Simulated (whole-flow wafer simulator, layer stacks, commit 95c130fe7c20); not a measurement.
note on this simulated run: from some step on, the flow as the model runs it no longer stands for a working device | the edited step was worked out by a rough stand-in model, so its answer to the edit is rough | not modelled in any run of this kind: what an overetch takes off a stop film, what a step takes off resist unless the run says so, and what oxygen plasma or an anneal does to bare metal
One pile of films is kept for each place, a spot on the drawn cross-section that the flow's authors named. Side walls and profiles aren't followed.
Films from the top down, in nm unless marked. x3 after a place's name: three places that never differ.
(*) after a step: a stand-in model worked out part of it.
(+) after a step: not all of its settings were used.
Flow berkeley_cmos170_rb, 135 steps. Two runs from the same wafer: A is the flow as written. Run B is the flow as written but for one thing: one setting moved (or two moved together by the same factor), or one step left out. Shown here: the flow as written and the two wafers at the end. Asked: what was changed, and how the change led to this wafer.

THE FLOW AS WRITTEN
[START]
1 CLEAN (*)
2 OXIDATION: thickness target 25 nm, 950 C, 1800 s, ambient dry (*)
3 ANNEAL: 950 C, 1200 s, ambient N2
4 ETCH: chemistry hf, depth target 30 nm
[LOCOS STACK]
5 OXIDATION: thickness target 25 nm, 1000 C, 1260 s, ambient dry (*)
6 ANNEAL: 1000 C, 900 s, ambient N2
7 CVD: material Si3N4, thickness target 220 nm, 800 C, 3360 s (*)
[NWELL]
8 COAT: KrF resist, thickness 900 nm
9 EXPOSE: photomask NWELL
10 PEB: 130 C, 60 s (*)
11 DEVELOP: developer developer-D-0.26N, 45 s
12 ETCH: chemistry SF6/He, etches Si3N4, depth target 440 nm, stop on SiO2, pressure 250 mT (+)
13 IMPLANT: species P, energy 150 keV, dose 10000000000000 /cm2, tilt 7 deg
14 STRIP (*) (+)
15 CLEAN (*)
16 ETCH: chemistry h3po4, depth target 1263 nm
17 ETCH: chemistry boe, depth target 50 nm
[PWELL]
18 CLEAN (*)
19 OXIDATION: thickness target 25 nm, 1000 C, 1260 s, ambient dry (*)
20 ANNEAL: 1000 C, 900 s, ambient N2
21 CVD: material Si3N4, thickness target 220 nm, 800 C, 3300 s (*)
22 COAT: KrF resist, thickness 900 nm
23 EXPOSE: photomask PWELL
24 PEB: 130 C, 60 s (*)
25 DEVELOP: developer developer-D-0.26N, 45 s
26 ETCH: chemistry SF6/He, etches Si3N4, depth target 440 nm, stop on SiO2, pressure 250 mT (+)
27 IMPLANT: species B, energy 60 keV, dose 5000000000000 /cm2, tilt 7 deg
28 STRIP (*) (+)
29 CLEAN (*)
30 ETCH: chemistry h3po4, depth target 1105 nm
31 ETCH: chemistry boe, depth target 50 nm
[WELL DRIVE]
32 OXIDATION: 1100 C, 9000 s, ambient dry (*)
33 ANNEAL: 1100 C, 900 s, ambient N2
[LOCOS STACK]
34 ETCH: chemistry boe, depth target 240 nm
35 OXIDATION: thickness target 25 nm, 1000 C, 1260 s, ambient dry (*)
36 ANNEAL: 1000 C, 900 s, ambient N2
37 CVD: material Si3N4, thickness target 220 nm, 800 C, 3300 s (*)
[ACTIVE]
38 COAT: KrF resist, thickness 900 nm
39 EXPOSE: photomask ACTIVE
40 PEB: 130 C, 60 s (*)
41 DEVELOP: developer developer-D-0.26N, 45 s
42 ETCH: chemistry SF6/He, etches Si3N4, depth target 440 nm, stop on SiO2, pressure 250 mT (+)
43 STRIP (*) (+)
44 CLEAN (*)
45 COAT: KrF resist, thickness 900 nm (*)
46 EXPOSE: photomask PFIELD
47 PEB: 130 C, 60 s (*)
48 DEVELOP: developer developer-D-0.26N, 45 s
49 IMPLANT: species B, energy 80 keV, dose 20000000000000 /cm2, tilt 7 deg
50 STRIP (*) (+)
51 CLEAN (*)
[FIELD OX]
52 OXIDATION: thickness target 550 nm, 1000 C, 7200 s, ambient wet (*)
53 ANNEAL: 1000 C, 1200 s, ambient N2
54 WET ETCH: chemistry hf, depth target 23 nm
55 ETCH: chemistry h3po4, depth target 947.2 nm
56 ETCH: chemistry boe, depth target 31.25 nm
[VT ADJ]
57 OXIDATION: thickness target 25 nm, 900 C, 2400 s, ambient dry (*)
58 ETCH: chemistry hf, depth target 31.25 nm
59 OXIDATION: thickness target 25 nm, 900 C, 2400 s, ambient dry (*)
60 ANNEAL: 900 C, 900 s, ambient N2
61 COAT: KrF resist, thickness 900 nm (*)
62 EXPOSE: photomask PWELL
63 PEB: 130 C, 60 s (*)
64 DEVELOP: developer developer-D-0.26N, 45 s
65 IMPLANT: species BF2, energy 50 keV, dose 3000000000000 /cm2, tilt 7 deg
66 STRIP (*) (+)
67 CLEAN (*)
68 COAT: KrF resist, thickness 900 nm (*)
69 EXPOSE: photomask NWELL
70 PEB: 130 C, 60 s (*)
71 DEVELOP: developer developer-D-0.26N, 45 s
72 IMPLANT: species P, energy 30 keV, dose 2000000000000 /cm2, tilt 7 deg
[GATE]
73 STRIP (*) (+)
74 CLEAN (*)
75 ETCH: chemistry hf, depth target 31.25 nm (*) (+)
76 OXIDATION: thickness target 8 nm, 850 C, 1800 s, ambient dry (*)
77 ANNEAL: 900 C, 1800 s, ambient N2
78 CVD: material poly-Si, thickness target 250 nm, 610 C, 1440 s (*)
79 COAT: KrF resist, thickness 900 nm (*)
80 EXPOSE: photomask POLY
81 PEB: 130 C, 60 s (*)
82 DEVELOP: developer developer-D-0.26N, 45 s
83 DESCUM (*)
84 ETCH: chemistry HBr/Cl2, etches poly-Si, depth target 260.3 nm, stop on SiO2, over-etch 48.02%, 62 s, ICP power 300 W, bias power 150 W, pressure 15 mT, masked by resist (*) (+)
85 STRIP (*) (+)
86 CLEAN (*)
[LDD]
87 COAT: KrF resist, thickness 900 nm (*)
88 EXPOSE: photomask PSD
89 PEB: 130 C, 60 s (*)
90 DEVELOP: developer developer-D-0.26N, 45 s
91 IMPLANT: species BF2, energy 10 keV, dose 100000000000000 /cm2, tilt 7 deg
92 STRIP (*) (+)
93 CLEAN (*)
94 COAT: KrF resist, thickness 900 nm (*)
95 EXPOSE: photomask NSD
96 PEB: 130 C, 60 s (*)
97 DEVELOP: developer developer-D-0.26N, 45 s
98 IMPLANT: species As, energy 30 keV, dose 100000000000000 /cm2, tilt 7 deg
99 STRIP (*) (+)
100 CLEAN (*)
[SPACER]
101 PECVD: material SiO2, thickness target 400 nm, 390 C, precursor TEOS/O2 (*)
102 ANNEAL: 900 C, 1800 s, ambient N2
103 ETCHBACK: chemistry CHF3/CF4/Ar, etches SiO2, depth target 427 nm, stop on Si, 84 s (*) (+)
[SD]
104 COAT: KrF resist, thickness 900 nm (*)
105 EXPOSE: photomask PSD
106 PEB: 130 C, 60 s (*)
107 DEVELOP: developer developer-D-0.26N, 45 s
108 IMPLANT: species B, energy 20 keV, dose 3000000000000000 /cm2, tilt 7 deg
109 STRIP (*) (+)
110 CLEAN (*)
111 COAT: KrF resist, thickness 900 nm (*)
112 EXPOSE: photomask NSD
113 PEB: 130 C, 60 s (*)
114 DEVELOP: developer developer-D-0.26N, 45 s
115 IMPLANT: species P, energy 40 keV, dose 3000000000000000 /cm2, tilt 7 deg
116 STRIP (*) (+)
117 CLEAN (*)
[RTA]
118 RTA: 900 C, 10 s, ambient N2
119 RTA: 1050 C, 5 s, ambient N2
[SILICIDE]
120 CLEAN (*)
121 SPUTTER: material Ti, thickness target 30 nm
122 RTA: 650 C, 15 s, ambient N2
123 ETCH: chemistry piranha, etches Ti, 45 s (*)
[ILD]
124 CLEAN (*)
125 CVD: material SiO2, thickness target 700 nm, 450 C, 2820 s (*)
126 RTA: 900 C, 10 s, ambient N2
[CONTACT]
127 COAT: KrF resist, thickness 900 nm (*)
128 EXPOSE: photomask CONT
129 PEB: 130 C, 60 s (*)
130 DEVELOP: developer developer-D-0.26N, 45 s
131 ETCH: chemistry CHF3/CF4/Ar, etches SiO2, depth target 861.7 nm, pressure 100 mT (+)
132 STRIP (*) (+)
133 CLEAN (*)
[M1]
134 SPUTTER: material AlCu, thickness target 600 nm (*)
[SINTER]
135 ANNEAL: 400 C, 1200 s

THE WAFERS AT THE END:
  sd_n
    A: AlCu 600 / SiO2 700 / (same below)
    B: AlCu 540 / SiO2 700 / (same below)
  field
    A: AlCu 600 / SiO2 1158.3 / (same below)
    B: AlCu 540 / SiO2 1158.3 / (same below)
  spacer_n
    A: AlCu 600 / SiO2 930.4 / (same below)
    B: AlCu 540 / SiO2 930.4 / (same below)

The cause: step 134, SPUTTER: thickness target 540 nm was run, where the flow has thickness target 600 nm.
It can be read off the wafer: sd_n has AlCu 540, and step 134 as written asks for 600 nm.

How the change led to this, step by step:
  134 SPUTTER: material AlCu, thickness target 600 nm (*)
      field, sd_n, spacer_n, gate, spacer_p, gate_p, m1: A AlCu +600 (new film) | B AlCu +540 (new film)
      sd_p: A AlCu +545.9 (new film) | B AlCu +488.8 (new film)
      (and at 1 more place)
